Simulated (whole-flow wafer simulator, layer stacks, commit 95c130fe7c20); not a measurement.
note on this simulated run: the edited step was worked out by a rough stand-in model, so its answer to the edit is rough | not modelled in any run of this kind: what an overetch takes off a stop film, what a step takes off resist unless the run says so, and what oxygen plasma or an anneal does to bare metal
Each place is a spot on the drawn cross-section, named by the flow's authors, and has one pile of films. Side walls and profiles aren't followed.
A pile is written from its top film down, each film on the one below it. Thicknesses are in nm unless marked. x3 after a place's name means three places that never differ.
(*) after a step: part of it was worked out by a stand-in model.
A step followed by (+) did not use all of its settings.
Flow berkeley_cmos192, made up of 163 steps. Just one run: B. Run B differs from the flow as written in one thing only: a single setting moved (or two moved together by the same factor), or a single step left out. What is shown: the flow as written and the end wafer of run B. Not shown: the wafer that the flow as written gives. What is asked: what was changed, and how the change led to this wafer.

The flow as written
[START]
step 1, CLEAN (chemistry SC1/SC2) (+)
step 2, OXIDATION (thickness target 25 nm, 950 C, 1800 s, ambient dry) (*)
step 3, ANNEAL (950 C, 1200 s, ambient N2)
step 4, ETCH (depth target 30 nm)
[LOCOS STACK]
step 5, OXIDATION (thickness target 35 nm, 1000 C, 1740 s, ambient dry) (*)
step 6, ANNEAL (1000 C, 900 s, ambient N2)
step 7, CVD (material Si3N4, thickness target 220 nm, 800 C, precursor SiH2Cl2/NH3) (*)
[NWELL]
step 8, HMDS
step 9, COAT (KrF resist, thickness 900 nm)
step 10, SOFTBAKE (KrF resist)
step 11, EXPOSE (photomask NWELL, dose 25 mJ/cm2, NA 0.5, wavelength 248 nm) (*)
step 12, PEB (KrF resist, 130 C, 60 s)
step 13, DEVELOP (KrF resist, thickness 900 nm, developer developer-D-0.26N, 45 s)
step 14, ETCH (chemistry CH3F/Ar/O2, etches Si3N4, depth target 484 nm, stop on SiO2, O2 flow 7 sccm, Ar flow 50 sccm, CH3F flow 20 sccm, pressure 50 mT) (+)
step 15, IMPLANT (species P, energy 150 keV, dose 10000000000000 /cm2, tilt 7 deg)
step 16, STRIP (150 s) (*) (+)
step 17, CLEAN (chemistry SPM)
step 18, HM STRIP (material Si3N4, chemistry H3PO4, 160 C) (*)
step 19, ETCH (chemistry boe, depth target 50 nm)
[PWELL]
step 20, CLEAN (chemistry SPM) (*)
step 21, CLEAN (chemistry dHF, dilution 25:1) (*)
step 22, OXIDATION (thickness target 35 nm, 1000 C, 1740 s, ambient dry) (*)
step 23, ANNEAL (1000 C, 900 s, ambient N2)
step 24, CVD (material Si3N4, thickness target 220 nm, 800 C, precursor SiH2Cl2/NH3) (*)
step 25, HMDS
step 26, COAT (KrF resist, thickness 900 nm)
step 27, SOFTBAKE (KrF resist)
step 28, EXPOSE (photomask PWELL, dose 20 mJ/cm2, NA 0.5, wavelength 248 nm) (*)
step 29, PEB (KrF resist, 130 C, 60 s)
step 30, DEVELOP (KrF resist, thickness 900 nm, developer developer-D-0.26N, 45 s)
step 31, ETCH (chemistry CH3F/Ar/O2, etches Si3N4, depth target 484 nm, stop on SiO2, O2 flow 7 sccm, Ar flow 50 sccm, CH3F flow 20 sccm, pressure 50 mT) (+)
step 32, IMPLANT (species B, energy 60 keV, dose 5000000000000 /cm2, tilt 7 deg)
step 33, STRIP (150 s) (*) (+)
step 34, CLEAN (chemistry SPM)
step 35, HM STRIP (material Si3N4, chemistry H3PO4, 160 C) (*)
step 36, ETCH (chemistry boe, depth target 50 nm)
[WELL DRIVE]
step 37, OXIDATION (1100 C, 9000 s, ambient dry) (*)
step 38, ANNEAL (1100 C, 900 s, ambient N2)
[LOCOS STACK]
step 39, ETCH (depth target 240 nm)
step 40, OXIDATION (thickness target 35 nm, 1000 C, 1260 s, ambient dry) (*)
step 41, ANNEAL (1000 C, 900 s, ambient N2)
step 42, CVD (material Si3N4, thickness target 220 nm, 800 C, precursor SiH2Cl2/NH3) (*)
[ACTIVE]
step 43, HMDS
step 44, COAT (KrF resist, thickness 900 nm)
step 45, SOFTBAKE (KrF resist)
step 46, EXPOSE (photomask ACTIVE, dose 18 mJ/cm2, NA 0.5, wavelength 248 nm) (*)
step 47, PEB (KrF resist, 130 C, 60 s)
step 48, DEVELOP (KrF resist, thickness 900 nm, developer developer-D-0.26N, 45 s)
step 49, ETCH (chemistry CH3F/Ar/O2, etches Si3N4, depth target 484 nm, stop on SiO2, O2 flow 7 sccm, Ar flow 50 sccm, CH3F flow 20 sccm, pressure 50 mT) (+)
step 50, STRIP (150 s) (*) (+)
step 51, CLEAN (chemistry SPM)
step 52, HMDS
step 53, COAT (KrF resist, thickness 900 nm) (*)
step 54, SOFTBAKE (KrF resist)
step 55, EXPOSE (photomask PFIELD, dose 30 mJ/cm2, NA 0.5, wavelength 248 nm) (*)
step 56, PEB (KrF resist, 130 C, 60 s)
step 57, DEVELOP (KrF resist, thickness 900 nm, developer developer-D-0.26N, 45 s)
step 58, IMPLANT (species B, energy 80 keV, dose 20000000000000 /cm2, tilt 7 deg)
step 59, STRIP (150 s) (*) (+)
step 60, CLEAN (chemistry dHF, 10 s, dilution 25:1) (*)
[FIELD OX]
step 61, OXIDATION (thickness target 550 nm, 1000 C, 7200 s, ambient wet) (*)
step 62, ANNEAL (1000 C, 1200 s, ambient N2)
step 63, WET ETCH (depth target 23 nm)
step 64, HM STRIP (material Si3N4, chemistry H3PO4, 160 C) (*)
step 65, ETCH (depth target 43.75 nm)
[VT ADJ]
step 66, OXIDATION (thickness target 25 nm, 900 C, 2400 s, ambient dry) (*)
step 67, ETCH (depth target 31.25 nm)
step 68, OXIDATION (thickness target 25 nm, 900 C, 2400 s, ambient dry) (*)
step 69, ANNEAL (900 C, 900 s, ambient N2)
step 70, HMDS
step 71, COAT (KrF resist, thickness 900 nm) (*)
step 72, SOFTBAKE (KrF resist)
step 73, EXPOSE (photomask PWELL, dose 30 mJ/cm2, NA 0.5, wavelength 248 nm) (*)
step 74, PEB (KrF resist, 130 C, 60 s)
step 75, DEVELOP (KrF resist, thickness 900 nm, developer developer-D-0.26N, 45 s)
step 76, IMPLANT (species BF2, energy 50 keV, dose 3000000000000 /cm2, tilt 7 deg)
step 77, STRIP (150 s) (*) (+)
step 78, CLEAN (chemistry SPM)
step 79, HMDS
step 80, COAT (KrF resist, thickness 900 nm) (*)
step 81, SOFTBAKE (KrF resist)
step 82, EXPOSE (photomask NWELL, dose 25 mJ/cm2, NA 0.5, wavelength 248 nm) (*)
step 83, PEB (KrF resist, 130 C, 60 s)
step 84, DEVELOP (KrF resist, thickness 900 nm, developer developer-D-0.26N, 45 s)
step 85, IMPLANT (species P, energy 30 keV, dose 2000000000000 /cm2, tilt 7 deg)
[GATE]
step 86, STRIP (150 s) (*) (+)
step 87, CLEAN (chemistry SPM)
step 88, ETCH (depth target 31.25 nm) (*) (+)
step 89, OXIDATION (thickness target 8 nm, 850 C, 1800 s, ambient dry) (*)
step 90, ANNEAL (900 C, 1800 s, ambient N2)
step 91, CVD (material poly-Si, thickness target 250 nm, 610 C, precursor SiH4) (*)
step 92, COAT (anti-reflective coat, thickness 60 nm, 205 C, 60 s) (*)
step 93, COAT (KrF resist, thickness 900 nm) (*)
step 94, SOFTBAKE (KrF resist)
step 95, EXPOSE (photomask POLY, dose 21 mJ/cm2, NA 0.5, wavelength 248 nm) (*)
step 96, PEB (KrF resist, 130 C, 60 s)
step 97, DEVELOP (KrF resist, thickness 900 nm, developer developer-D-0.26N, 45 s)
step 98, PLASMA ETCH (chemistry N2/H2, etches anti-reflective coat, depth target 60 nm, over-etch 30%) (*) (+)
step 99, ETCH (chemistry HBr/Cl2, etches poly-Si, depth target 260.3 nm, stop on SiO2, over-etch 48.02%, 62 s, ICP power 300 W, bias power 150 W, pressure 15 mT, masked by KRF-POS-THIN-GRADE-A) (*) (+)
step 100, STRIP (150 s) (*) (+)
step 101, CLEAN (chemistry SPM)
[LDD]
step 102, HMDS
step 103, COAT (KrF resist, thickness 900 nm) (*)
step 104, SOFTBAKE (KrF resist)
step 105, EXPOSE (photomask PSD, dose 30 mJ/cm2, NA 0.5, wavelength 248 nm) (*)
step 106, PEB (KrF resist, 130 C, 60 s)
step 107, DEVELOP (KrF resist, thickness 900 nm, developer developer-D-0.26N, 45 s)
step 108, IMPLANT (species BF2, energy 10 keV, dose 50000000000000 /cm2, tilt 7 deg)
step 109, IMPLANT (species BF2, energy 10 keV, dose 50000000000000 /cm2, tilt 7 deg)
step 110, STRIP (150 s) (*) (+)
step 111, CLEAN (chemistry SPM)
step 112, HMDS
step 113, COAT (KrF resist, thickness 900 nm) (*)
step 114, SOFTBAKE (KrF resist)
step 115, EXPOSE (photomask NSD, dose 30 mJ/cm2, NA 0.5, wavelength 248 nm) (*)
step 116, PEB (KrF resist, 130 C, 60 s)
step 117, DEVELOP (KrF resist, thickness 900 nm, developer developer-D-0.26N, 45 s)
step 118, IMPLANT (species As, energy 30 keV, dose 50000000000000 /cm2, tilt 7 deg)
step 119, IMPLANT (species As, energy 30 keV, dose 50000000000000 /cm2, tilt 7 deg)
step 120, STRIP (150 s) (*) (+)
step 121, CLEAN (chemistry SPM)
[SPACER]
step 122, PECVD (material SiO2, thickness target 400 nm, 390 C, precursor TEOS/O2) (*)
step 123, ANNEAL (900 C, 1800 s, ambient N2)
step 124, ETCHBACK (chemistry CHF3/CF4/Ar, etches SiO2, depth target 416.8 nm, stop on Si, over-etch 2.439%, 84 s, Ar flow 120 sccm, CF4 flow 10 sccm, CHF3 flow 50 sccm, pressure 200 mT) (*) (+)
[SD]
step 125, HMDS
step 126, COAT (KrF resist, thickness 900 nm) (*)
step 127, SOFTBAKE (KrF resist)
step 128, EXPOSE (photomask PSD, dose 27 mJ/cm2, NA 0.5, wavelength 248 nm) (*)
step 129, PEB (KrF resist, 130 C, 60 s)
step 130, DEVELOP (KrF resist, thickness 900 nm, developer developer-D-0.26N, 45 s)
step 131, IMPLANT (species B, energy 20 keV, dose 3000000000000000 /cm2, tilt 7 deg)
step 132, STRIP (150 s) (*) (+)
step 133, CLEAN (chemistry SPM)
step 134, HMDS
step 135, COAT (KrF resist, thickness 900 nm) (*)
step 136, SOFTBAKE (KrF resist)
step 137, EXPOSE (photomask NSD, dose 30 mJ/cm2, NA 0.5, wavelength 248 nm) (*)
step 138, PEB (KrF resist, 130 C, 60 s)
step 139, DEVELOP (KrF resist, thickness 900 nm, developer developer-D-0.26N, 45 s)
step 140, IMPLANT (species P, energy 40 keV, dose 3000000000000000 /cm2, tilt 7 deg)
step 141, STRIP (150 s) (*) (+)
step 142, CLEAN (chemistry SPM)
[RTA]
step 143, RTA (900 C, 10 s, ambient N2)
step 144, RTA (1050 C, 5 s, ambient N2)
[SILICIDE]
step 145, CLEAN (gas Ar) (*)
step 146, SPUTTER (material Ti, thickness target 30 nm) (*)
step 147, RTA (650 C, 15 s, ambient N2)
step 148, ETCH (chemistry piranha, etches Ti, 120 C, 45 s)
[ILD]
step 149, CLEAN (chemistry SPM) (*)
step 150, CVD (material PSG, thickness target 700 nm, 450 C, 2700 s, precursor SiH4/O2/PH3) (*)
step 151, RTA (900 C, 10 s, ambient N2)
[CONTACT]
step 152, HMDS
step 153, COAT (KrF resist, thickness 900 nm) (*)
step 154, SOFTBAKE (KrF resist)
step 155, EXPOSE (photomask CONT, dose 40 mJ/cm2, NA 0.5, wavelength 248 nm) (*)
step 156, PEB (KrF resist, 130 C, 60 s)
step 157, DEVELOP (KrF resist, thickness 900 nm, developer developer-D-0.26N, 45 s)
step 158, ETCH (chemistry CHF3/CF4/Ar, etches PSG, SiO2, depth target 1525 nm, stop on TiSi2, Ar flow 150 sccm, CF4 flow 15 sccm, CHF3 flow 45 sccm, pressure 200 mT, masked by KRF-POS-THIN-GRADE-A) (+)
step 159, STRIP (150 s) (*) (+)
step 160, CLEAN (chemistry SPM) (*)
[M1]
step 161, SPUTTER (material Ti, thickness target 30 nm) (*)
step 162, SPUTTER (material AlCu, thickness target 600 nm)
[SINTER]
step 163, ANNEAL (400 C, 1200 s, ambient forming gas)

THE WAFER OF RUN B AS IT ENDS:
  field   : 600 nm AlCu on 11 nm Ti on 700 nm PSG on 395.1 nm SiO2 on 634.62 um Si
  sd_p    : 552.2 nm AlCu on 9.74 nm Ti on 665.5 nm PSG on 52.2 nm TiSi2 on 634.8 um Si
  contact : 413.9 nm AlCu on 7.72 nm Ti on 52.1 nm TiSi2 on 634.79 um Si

The reason: step 161, SPUTTER: thickness target 10.98 nm was run, while the flow as written has thickness target 30 nm.
The wafer itself shows it: field has Ti 11, and step 161 as written asks for 30 nm.

Step by step, how the change led to this:
  step 161, SPUTTER (material Ti, thickness target 30 nm) (*)
      field, sd_n, spacer_n, gate, spacer_p, gate_p, m1: +11 Ti (new film) (in the flow as written it would be: +30 Ti (new film))
      sd_p: +9.74 Ti (new film) (in the flow as written it would be: +26.6 Ti (new film))
      (as well as at 1 more place)
